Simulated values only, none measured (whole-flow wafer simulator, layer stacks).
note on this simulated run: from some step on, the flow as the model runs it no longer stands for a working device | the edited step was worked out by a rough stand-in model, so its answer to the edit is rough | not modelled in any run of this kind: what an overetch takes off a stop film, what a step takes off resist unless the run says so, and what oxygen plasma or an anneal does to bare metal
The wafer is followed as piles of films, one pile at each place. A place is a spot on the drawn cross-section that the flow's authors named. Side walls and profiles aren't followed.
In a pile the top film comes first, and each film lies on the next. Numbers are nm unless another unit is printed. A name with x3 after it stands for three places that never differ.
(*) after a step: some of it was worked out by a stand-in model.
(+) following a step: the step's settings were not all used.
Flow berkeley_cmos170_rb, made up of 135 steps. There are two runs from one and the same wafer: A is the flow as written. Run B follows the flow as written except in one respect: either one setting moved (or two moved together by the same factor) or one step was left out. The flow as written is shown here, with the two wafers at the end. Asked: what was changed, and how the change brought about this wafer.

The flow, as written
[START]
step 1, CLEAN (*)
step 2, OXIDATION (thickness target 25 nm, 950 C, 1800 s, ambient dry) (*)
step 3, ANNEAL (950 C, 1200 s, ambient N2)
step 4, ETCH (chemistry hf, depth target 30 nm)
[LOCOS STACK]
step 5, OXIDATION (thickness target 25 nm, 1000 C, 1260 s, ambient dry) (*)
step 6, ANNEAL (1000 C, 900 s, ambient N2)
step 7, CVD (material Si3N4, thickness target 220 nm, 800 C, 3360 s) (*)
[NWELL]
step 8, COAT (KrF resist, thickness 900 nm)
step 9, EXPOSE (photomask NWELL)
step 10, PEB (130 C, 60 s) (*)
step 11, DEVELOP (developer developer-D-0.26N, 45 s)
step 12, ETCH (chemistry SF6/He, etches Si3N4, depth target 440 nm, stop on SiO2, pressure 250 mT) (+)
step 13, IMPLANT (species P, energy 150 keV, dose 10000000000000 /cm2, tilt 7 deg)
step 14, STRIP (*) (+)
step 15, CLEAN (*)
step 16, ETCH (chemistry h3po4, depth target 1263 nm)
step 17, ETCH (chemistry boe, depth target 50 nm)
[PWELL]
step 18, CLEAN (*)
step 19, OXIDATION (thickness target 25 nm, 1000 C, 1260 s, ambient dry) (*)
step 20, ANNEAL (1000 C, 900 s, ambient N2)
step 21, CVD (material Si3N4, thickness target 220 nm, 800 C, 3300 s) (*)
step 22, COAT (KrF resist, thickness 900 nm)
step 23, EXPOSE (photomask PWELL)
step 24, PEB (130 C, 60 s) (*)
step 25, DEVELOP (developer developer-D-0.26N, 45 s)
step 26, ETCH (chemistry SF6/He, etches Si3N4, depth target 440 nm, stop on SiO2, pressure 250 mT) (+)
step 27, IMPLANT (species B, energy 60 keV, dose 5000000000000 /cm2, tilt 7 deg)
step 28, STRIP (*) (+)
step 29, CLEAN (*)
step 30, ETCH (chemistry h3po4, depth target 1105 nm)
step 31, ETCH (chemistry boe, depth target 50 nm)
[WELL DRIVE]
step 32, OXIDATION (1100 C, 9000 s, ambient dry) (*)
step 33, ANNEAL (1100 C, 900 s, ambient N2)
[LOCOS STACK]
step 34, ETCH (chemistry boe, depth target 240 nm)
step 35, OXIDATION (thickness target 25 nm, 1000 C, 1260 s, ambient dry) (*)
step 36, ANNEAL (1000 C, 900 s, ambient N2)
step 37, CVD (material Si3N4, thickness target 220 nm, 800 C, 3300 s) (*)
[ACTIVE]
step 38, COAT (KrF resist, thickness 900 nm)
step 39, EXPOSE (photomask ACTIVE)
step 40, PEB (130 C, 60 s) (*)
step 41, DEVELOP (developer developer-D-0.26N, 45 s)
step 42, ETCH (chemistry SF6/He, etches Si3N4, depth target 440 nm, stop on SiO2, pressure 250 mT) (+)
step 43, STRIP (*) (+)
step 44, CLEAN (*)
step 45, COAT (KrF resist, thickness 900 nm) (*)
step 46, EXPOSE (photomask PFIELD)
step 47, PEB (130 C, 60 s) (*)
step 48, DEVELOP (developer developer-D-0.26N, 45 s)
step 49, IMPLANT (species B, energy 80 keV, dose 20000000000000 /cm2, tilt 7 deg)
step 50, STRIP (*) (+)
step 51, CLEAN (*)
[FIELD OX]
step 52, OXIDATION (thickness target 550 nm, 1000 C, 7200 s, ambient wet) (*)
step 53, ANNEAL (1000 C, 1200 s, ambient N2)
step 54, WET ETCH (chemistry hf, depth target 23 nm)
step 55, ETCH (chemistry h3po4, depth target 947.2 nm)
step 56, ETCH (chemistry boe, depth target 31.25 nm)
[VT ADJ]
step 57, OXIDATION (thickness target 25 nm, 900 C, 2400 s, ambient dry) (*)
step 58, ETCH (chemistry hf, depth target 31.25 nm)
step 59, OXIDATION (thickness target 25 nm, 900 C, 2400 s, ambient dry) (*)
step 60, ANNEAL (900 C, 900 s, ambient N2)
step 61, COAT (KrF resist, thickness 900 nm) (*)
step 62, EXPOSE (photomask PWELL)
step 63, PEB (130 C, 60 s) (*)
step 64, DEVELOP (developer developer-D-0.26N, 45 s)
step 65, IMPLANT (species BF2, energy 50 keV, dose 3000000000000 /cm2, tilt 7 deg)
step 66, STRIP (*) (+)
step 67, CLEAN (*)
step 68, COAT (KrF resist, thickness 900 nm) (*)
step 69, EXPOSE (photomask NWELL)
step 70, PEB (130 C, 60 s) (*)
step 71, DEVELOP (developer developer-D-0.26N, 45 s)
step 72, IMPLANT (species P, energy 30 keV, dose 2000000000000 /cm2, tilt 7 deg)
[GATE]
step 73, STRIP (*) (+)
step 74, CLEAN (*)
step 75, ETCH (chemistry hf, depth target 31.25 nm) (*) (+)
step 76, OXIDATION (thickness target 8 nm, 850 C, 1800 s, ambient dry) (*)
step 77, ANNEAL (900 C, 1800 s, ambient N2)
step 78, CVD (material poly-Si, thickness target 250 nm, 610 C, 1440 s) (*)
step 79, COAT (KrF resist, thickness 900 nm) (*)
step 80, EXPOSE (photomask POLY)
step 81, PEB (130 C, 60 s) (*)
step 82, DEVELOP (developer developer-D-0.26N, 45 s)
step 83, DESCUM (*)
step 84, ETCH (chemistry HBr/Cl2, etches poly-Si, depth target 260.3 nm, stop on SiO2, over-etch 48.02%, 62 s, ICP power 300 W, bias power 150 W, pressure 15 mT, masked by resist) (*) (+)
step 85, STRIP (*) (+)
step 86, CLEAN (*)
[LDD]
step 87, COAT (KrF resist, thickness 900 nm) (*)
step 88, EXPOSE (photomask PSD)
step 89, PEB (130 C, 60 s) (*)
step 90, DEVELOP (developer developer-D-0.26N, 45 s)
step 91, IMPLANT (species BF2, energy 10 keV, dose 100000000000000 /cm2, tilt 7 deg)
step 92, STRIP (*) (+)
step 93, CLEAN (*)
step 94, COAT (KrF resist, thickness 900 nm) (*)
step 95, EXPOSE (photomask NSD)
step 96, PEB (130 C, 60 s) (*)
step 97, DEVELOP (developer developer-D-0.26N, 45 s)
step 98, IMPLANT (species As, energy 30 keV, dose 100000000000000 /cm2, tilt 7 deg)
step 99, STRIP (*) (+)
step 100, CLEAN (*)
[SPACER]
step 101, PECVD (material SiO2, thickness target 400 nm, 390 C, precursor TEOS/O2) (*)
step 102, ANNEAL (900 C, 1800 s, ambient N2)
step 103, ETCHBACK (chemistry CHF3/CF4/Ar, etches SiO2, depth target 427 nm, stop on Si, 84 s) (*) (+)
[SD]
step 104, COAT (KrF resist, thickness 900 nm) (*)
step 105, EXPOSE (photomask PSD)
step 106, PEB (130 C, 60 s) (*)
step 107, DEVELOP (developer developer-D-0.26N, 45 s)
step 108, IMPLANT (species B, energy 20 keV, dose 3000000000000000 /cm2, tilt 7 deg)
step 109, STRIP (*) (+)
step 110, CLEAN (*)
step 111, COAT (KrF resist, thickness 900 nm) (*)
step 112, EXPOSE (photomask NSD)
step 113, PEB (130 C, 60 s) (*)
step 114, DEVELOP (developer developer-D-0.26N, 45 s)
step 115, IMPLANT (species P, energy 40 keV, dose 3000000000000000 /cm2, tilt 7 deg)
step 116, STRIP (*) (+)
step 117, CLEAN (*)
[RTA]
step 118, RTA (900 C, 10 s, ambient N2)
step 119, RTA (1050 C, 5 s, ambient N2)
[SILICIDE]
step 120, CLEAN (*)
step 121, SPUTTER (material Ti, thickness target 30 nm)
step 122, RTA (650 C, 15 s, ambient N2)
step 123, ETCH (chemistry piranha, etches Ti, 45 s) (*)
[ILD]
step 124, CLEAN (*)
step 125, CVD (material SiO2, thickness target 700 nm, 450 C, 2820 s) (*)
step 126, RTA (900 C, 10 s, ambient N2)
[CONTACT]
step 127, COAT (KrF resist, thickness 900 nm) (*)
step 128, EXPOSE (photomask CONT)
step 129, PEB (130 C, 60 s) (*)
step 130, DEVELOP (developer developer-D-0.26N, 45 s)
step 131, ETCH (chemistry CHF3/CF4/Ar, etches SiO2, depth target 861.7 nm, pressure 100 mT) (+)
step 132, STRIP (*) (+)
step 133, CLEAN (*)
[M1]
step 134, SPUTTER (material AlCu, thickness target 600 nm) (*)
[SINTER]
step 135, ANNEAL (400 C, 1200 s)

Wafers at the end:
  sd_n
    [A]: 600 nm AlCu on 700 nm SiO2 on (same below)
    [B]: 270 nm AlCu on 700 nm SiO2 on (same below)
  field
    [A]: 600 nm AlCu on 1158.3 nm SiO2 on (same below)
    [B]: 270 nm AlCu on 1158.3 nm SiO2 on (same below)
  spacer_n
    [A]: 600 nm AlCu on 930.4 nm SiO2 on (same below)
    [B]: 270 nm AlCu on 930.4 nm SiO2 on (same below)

The reason: step 134, SPUTTER: thickness target 270 nm was run, though the flow has thickness target 600 nm.
The wafer lets one read it off: sd_n has AlCu 270, and step 134 as written asks for 600 nm.

How this came from the change, step by step:
  step 134, SPUTTER (material AlCu, thickness target 600 nm) (*)
      field, sd_n, spacer_n, gate, spacer_p, gate_p, m1: A AlCu gains 600 (new film) | B AlCu gains 270 (new film)
      sd_p: A AlCu gains 545.9 (new film) | B AlCu gains 240.4 (new film)
      (and at 1 other place as well)
